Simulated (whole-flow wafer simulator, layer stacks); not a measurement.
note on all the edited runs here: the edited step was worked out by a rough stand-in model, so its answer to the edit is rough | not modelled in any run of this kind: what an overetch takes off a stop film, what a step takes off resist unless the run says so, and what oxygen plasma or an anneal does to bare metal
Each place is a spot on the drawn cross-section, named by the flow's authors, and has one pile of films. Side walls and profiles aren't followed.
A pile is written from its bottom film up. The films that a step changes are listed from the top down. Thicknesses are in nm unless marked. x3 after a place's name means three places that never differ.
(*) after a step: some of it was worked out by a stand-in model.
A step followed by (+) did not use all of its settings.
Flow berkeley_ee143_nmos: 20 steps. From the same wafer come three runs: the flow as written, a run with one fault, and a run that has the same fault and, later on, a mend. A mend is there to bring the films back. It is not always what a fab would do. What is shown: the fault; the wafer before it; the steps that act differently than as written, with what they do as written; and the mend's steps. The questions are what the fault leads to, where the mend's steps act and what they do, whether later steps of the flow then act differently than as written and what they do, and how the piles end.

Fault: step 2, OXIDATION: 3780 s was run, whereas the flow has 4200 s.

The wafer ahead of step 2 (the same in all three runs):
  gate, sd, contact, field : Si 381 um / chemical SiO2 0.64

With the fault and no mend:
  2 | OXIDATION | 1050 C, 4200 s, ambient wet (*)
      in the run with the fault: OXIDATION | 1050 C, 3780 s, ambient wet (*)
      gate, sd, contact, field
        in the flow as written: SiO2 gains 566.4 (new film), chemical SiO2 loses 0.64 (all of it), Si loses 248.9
        in the run with the fault: SiO2 gains 531.8 (new film), chemical SiO2 loses 0.64 (all of it), Si loses 233.7
  Later steps of the flow acting differently than as written:
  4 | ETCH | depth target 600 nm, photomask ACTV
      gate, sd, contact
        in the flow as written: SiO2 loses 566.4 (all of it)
        in the run with the fault: SiO2 loses 531.8 (all of it)
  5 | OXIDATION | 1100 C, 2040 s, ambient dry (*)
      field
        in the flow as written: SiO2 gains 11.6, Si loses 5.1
        in the run with the fault: SiO2 gains 12.2, Si loses 5.39
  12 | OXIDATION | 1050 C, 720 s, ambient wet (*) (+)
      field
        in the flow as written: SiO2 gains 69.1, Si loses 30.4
        in the run with the fault: SiO2 gains 72.7, Si loses 32
  By the end, the piles at field depart from the flow's by more than 2% or 0.5 nm, whichever is larger.
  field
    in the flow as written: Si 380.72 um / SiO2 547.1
    in the run with the fault: Si 380.73 um / SiO2 516.7

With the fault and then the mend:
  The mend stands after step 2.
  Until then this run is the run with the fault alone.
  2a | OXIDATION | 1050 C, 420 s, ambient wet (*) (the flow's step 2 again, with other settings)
      gate, sd, contact, field
        SiO2 gains 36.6, Si loses 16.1
  Later steps of the flow that are run all act as written at every place that is followed, up to a difference of at most 2% or 0.5 nm, whichever is larger.
  The piles end only slightly different from the flow's at the places that both follow, by no more than 2% or 0.5 nm, whichever is larger.
